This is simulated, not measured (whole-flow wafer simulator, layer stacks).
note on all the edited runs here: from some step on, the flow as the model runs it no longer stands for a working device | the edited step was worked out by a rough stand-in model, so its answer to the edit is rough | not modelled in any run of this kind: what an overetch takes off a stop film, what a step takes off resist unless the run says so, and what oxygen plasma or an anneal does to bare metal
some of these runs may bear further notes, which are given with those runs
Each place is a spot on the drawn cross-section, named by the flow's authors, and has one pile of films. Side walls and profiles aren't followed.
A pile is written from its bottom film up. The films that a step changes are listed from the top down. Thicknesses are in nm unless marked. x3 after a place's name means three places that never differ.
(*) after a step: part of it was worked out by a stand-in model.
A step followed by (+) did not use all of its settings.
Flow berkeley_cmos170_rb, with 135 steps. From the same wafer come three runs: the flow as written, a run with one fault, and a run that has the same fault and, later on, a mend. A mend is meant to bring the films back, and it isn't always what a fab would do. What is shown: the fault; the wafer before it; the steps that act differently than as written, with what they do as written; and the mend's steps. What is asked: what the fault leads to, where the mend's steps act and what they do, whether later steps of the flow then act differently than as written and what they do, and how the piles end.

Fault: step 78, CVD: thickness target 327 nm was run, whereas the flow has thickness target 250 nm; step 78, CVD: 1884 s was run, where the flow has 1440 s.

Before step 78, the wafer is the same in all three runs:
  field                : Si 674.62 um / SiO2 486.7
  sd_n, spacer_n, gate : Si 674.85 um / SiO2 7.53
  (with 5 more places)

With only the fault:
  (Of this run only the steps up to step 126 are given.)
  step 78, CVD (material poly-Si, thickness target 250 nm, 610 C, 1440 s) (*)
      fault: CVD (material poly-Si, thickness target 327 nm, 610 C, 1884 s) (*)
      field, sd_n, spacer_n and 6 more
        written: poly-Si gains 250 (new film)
        fault: poly-Si gains 327 (new film)
  Steps later in the flow that act otherwise than as written (5 other steps are not shown; they differ only slightly, by no more than 2% or 0.5 nm, whichever is larger):
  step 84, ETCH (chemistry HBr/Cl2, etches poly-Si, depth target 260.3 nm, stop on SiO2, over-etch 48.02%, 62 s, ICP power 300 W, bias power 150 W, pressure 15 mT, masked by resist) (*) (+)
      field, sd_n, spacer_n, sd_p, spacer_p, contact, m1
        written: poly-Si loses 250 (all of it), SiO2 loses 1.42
        fault: poly-Si loses 327 (all of it), SiO2 loses 0.29
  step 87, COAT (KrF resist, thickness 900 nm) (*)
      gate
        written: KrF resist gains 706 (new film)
        fault: KrF resist gains 647.4 (new film)
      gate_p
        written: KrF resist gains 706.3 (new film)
        fault: KrF resist gains 648 (new film)
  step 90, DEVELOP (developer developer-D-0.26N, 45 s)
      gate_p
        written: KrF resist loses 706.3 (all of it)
        fault: KrF resist loses 648 (all of it)
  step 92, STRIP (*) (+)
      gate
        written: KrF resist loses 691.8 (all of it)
        fault: KrF resist loses 633.2 (all of it)
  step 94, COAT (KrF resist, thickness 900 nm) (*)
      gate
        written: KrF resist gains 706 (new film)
        fault: KrF resist gains 647.4 (new film)
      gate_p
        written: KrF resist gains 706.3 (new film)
        fault: KrF resist gains 648 (new film)
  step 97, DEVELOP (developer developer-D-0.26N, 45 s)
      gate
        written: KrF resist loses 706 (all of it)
        fault: KrF resist loses 647.4 (all of it)
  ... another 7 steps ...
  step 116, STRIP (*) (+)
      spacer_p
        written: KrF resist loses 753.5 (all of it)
        fault: KrF resist loses 699.4 (all of it)
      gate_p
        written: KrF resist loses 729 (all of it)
        fault: KrF resist loses 676.3 (all of it)
  Once step 126 is done, the piles at spacer_n, gate, spacer_p, gate_p depart from the flow's by more than 2% or 0.5 nm, whichever is larger.
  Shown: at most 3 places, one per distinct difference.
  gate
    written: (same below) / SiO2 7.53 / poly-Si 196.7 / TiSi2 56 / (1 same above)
    fault: (same below) / SiO2 7.53 / poly-Si 273.7 / TiSi2 56 / (1 same above)
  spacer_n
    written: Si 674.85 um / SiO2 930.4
    fault: Si 674.85 um / SiO2 1007.4
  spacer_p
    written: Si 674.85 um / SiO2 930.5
    fault: Si 674.85 um / SiO2 1007.5

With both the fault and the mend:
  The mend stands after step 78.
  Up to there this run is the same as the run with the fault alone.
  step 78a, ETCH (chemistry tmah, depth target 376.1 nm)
      field, sd_n, spacer_n and 6 more
        poly-Si loses 327 (all of it)
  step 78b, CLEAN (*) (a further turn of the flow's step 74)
      alters no film at any place that is followed
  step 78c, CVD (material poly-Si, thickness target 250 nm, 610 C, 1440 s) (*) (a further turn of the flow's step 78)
      field, sd_n, spacer_n and 6 more
        poly-Si gains 250 (new film)
  Later steps of the flow that are run all act as written at every place that is followed.
  By the end, the piles equal the flow's at every place that both follow.
